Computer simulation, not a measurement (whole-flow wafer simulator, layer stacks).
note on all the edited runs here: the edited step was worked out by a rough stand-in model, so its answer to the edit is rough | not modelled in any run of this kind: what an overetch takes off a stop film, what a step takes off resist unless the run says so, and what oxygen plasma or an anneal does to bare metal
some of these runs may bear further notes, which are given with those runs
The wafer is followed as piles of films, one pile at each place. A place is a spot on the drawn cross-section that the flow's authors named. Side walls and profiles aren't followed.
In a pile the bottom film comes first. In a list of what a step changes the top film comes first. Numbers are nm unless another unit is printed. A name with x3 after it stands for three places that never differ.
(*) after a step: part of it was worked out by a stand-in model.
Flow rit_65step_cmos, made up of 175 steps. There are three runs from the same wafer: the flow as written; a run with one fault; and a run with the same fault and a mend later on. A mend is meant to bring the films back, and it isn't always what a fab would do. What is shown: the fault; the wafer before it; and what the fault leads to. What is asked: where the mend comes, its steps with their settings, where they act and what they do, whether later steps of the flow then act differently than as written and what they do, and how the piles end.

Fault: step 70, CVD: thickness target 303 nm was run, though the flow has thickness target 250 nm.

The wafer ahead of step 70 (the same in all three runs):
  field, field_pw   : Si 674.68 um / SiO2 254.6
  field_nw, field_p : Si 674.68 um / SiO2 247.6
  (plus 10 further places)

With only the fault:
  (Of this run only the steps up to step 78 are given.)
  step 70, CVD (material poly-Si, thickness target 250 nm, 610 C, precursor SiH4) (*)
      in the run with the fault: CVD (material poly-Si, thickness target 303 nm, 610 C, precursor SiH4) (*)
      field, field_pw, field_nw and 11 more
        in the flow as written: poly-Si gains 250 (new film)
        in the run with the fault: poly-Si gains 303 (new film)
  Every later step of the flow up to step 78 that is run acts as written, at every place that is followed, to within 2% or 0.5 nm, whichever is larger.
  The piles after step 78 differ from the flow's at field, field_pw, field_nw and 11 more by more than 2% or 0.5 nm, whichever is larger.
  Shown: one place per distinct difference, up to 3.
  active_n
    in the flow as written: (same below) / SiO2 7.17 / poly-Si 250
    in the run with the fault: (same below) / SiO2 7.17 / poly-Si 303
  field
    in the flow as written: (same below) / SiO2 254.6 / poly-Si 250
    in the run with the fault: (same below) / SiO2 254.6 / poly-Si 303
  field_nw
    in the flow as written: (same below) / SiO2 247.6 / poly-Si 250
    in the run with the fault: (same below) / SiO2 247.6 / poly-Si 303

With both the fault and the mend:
  The mend stands after step 71.
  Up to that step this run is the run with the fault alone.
  step 71a, ETCH (chemistry tmah, depth target 53 nm)
      field, field_pw, field_nw and 11 more
        poly-Si loses 53
  Every later step of the flow that is run acts as written at every place that is followed.
  At every place that both follow, the piles at the end match the flow's.
